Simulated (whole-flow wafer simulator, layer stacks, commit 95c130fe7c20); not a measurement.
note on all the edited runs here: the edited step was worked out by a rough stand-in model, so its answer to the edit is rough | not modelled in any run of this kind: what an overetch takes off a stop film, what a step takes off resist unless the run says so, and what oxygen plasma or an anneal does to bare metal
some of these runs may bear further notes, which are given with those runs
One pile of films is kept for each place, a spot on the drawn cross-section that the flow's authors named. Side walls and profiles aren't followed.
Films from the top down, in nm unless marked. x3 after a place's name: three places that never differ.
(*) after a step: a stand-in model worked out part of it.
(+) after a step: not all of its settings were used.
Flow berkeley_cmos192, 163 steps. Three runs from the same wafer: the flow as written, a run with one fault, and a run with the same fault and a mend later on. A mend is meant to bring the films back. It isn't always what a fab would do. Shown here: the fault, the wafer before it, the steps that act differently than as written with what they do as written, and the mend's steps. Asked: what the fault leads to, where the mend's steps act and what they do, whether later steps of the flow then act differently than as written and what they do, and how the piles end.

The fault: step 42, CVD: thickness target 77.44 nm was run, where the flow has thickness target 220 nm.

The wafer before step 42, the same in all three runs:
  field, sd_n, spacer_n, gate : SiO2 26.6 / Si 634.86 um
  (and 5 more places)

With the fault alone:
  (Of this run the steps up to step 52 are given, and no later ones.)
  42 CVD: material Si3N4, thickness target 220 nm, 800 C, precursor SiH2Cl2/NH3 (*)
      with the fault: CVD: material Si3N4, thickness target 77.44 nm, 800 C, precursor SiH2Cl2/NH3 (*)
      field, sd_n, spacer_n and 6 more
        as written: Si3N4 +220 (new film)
        with the fault: Si3N4 +77.4 (new film)
  Later steps of the flow that act differently than as written:
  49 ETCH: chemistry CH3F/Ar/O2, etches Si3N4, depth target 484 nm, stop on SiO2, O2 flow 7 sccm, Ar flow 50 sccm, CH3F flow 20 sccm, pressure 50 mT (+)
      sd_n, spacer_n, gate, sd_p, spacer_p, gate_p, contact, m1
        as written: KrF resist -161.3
        with the fault: KrF resist -66.3
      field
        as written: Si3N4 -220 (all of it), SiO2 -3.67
        with the fault: Si3N4 -77.4 (all of it), SiO2 -3.67
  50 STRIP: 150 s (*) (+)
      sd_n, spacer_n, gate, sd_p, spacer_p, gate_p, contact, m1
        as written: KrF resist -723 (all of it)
        with the fault: KrF resist -818.1 (all of it)
  After step 52 the piles differ from the flow's by more than 2% or 0.5 nm, whichever is larger, at sd_n, spacer_n, gate, sd_p, spacer_p, gate_p, contact, m1.
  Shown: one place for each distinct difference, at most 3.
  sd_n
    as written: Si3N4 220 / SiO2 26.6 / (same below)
    with the fault: Si3N4 77.4 / SiO2 26.6 / (same below)

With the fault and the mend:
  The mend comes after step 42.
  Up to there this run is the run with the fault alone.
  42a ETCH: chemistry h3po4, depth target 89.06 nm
      field, sd_n, spacer_n and 6 more
        Si3N4 -77.4 (all of it)
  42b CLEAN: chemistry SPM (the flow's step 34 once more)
      changes no film at any place that is followed
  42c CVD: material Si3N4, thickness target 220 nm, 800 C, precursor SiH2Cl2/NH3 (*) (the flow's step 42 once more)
      field, sd_n, spacer_n and 6 more
        Si3N4 +220 (new film)
  No later step of the flow acts differently than as written at any place that is followed.
  At the end the piles are the same as the flow's at every place that both follow.
